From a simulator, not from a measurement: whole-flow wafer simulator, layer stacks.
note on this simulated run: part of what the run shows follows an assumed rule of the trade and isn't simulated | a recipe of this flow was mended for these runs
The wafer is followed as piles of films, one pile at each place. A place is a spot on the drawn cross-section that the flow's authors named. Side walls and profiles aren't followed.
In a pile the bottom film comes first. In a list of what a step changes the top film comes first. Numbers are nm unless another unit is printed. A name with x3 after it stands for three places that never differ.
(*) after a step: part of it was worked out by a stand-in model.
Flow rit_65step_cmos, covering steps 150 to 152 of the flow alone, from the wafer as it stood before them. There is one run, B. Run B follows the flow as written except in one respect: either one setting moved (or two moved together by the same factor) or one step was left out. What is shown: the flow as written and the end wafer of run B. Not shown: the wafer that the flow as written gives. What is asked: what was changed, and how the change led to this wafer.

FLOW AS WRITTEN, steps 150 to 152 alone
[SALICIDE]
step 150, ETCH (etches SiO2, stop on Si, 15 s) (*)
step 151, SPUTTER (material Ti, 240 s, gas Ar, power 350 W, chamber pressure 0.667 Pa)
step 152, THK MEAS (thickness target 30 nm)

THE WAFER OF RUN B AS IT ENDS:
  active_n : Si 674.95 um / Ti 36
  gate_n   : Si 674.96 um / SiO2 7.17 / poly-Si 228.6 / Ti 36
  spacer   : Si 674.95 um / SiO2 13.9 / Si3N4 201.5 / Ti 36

The reason: step 151, SPUTTER: 288 s was run, though the flow has 240 s.

The path from the change to this, step by step:
  step 151, SPUTTER (material Ti, 240 s, gas Ar, power 350 W, chamber pressure 0.667 Pa)
      field, field_pw, field_nw and 11 more: +36 Ti (new film) (it would be, as written: +30 Ti (new film))
